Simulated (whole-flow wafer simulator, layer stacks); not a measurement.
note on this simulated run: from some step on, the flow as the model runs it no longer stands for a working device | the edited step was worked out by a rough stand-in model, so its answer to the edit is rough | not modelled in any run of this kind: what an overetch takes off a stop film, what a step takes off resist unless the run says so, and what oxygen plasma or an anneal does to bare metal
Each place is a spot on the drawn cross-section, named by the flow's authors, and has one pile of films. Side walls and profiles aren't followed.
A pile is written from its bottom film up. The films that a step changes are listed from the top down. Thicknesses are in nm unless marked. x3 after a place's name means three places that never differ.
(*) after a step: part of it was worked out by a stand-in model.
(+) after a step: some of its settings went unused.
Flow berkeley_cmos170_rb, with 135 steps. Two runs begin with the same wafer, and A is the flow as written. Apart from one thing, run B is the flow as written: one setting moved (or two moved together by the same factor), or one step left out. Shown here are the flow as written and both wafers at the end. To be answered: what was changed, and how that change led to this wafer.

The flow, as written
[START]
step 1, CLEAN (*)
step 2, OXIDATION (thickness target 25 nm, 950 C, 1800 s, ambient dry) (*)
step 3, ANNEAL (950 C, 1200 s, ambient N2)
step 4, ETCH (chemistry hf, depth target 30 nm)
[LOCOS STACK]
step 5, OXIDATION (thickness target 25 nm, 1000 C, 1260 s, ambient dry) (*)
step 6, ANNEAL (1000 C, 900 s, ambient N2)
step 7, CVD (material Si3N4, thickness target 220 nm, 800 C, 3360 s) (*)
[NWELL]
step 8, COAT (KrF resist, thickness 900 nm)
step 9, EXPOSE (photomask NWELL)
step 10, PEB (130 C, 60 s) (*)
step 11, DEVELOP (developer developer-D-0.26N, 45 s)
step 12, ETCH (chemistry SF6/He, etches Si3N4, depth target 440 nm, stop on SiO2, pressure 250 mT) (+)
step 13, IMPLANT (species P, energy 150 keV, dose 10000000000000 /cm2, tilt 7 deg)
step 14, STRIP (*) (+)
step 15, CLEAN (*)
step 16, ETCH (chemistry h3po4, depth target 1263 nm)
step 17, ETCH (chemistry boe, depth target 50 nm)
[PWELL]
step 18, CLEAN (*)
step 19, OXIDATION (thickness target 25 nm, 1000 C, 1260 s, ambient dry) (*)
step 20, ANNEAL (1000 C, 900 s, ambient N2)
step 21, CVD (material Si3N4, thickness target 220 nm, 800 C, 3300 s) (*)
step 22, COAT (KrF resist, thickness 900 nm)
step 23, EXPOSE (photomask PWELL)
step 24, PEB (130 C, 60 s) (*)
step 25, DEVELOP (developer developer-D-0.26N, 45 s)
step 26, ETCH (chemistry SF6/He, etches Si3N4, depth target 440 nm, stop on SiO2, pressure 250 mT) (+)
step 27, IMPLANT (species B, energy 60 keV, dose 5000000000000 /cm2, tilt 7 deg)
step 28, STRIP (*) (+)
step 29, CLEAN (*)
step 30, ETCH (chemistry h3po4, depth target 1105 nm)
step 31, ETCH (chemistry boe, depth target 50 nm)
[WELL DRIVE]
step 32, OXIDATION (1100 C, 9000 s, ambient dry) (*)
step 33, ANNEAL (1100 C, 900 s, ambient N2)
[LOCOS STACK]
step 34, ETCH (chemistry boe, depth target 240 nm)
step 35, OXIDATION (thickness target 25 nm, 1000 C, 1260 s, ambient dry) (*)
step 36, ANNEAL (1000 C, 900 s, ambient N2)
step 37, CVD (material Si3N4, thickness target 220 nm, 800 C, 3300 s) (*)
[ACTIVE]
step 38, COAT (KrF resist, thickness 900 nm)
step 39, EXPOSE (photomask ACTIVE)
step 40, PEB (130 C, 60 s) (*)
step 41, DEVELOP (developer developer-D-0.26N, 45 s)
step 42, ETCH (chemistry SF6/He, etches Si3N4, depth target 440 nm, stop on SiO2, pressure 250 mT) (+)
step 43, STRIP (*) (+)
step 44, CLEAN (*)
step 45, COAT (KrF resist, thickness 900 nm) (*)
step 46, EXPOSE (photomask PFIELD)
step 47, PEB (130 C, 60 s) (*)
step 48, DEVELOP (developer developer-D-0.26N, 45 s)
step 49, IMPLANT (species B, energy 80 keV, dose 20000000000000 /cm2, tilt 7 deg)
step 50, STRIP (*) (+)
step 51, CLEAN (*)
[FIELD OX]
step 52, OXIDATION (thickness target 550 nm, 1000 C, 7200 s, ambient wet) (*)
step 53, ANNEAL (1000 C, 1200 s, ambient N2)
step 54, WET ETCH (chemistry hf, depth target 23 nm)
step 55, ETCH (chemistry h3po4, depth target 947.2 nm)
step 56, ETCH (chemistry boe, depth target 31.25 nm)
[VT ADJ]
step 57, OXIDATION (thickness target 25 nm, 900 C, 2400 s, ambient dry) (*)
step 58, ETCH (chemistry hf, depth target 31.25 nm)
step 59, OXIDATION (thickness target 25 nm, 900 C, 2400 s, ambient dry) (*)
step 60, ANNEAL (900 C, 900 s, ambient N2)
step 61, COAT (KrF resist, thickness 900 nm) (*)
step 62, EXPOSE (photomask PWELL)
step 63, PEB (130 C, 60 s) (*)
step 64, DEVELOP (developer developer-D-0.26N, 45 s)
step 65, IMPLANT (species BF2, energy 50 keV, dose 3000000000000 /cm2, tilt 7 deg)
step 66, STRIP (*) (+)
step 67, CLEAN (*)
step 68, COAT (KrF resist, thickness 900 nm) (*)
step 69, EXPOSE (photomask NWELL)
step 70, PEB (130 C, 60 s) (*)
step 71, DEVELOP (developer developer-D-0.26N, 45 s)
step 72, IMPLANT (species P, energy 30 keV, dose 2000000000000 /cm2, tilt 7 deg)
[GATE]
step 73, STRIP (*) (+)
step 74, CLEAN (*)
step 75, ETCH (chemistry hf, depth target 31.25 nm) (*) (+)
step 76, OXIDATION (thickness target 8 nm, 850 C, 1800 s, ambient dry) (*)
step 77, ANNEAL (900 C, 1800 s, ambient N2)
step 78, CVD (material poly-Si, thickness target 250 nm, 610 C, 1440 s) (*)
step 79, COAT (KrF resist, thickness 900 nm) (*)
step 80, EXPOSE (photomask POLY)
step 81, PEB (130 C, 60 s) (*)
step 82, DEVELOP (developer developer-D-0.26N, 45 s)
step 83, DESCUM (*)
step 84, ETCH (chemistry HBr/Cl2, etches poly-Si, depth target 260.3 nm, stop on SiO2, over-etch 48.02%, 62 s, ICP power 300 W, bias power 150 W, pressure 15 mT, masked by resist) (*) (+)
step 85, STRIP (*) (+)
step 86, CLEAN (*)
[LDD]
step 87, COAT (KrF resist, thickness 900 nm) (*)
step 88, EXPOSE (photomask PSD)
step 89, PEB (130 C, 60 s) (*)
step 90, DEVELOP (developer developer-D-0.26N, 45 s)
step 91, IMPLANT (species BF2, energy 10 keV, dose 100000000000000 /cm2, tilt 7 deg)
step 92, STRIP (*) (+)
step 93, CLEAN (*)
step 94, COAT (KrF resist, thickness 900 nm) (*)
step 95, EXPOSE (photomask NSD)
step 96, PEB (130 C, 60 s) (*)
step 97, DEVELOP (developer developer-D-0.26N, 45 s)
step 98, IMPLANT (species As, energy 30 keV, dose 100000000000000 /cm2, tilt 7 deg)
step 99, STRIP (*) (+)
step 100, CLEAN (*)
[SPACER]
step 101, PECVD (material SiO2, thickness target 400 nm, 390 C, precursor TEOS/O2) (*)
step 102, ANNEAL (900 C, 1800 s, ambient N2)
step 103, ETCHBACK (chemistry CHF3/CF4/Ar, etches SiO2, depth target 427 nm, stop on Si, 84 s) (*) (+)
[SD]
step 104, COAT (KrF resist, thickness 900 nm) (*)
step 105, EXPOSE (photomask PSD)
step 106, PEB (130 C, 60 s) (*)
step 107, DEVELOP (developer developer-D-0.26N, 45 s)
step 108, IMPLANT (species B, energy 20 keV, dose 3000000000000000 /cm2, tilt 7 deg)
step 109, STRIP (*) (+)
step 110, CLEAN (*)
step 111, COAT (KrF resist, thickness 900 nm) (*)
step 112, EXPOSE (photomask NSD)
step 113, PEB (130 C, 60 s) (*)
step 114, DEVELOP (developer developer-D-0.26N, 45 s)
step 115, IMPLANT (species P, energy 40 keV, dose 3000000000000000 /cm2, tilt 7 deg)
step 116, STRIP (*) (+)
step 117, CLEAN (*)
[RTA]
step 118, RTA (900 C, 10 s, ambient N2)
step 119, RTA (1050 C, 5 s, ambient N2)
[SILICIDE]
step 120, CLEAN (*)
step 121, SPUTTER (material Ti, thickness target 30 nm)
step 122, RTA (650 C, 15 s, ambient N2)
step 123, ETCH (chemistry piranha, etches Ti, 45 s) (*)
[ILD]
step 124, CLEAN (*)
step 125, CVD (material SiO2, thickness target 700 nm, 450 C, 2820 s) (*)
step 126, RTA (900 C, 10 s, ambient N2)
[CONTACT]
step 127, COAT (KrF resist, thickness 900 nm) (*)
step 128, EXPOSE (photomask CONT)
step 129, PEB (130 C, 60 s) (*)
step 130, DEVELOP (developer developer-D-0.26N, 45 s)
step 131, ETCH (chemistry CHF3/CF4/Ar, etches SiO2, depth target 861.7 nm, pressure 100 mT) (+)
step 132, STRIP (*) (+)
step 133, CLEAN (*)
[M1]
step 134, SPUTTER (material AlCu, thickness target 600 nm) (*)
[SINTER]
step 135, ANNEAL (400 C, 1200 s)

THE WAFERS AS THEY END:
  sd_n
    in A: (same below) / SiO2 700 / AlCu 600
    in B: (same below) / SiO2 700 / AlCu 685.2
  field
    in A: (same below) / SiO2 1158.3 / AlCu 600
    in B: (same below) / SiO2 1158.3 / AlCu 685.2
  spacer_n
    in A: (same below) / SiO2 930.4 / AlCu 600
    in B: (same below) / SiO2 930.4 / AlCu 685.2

What caused this: step 134, SPUTTER: thickness target 685.2 nm was run, though the flow has thickness target 600 nm.
The wafer lets one read it off: sd_n has AlCu 685.2, and step 134 as written asks for 600 nm.

How this came from the change, step by step:
  step 134, SPUTTER (material AlCu, thickness target 600 nm) (*)
      field, sd_n, spacer_n, gate, spacer_p, gate_p, m1: A +600 AlCu (new film) | B +685.2 AlCu (new film)
      sd_p: A +545.9 AlCu (new film) | B +627.6 AlCu (new film)
      (also at 1 further place)
